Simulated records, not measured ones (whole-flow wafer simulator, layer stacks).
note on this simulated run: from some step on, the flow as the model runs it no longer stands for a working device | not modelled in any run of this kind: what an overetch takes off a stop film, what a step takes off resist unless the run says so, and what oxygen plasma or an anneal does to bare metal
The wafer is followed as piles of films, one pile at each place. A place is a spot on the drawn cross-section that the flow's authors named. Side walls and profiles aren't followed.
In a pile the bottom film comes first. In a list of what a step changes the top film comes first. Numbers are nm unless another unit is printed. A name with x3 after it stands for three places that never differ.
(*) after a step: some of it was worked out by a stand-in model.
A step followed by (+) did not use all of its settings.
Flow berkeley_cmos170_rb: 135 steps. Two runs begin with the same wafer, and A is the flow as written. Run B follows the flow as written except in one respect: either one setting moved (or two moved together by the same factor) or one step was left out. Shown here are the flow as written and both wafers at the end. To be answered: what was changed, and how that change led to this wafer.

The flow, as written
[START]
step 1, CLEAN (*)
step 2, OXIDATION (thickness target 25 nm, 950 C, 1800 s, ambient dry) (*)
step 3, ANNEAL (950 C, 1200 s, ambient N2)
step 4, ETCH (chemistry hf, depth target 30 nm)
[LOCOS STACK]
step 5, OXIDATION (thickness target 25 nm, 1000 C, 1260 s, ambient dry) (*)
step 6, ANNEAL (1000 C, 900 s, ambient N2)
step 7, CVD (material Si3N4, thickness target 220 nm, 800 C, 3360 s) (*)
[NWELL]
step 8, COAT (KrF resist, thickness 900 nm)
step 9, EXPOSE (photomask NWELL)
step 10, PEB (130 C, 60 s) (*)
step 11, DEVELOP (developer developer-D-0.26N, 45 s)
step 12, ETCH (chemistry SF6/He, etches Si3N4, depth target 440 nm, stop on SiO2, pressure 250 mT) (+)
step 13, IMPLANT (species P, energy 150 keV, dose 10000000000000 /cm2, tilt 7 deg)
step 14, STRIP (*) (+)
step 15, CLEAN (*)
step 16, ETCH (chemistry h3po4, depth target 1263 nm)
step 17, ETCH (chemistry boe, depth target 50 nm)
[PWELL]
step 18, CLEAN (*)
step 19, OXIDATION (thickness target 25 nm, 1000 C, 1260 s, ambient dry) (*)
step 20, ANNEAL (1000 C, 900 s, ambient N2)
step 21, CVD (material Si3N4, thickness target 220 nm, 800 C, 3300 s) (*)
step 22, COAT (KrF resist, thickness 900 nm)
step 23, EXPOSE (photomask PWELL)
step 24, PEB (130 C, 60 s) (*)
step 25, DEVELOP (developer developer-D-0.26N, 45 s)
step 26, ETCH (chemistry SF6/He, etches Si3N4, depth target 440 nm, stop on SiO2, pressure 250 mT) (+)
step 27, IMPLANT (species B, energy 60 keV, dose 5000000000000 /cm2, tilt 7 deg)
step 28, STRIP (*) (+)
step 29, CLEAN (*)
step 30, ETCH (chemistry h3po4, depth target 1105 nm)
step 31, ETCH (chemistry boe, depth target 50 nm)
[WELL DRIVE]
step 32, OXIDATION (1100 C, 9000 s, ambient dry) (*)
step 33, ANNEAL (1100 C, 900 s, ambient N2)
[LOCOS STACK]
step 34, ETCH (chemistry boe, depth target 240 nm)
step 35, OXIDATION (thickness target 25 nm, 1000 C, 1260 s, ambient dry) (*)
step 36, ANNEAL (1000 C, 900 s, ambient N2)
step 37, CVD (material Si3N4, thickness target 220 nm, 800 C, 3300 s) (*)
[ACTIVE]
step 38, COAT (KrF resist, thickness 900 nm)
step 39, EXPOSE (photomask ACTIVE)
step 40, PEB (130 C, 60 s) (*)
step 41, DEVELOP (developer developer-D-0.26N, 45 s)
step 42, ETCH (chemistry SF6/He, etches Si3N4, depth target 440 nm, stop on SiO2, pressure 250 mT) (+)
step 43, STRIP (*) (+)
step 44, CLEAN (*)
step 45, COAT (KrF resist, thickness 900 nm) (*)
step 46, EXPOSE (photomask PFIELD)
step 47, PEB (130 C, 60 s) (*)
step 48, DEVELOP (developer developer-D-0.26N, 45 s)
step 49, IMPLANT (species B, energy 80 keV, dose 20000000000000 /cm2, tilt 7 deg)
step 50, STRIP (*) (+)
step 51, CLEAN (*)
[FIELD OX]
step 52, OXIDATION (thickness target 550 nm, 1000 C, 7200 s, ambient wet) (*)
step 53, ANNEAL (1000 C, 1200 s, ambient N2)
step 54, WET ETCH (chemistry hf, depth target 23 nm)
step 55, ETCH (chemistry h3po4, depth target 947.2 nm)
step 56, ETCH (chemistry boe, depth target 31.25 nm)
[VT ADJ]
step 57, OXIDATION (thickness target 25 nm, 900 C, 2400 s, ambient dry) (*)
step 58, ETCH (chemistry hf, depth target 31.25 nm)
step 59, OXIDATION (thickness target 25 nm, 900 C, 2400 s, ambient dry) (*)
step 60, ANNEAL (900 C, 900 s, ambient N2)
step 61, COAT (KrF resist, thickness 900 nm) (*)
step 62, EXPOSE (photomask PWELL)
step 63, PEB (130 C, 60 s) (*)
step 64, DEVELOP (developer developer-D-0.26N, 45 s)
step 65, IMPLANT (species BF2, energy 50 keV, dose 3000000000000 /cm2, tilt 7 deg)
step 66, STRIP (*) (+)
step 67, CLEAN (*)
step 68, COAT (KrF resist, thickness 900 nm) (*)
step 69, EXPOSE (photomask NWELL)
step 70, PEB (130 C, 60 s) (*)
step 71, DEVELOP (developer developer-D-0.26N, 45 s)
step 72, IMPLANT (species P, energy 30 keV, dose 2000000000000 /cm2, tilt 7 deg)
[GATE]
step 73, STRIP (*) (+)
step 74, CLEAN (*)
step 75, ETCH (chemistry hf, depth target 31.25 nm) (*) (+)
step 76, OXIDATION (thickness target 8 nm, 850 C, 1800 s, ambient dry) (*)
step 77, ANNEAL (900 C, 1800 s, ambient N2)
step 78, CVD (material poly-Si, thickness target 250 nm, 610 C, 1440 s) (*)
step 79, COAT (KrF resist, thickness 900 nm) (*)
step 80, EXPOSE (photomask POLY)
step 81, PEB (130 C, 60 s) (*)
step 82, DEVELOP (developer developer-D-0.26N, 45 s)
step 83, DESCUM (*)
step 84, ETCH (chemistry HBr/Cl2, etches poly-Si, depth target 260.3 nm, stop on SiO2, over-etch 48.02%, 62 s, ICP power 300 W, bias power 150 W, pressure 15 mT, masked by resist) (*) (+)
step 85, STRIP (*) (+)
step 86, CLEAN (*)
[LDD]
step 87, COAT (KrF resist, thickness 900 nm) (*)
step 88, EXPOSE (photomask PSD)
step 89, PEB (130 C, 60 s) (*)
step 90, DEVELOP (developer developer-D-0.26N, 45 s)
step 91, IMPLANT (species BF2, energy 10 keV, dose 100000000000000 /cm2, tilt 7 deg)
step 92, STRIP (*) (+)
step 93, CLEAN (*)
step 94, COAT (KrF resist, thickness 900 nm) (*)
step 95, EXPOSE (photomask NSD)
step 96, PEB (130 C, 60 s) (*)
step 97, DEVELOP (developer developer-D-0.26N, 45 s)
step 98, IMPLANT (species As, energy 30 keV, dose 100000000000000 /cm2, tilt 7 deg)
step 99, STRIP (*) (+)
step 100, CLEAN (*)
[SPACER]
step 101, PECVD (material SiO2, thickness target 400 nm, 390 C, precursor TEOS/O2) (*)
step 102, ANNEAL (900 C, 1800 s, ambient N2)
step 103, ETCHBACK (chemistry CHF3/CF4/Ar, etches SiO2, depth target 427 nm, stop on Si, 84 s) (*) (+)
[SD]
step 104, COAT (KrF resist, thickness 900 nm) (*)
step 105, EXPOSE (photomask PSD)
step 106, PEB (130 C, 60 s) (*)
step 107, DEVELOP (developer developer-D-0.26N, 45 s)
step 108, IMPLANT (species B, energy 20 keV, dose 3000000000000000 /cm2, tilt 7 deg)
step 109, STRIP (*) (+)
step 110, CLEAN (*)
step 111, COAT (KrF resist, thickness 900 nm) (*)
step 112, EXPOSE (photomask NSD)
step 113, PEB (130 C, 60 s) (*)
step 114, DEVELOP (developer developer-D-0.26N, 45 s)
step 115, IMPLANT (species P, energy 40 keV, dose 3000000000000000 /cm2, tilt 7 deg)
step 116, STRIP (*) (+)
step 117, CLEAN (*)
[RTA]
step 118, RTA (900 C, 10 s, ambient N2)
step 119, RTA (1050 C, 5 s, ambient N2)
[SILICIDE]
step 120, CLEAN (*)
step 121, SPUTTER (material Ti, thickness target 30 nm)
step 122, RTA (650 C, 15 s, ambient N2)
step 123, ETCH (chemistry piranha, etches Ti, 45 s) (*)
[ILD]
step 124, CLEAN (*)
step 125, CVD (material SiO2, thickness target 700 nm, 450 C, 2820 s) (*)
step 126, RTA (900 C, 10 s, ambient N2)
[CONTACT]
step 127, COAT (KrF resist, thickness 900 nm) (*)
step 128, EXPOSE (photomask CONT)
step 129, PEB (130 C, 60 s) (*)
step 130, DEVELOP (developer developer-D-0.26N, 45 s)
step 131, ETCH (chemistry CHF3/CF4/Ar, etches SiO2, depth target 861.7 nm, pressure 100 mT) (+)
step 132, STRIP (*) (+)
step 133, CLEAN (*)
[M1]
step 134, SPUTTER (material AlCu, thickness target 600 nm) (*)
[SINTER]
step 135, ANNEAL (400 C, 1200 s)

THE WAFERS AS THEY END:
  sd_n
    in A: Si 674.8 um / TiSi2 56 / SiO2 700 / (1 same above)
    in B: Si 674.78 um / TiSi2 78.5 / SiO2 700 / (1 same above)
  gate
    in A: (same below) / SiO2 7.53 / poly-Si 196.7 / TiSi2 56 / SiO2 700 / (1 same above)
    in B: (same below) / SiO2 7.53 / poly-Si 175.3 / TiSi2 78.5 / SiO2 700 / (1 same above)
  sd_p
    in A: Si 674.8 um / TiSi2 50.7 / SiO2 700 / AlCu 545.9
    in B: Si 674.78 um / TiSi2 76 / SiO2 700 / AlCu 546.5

The reason: step 121, SPUTTER: thickness target 45 nm was run, whereas the flow has thickness target 30 nm.

How this came from the change, step by step:
  step 121, SPUTTER (material Ti, thickness target 30 nm)
      field, sd_n, spacer_n, gate, spacer_p, gate_p, contact, m1: A Ti gains 30 (new film) | B Ti gains 45 (new film)
      sd_p: A Ti gains 27.1 (new film) | B Ti gains 40.7 (new film)
  step 122, RTA (650 C, 15 s, ambient N2)
      sd_n, contact, m1: A Ti loses 23.4, TiSi first gains 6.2 (new film), TiSi2 C49 gains 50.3 (new film), Si loses 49 | B Ti loses 32.8, TiSi first gains 33.4 (new film), TiSi2 C49 gains 33.6 (new film), Si loses 52.2
      gate, gate_p: A Ti loses 23.4, TiSi first gains 6.2 (new film), TiSi2 C49 gains 50.3 (new film), poly-Si loses 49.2 | B Ti loses 32.8, TiSi first gains 33.4 (new film), TiSi2 C49 gains 33.6 (new film), poly-Si loses 52.4
      (also at 1 further place)
  step 123, ETCH (chemistry piranha, etches Ti, 45 s) (*)
      sd_n, gate, gate_p, contact, m1: A Ti loses 6.6 (all of it) | B Ti loses 12.2 (all of it)
      field, spacer_n, spacer_p: A Ti loses 30 (all of it) | B Ti loses 45 (all of it)
      (also at 1 further place)
  step 126, RTA (900 C, 10 s, ambient N2)
      sd_n, contact, m1: A under 1 film: TiSi2 gains 56 (new film), TiSi first loses 6.2 (all of it), TiSi2 C49 loses 50.3 (all of it), Si loses 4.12 | B under 1 film: TiSi2 gains 78.5 (new film), TiSi first loses 33.4 (all of it), TiSi2 C49 loses 33.6 (all of it), Si loses 22.2
      gate, gate_p: A under 1 film: TiSi2 gains 56 (new film), TiSi first loses 6.2 (all of it), TiSi2 C49 loses 50.3 (all of it), poly-Si loses 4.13 | B under 1 film: TiSi2 gains 78.5 (new film), TiSi first loses 33.4 (all of it), TiSi2 C49 loses 33.6 (all of it), poly-Si loses 22.3
      (also at 1 further place)
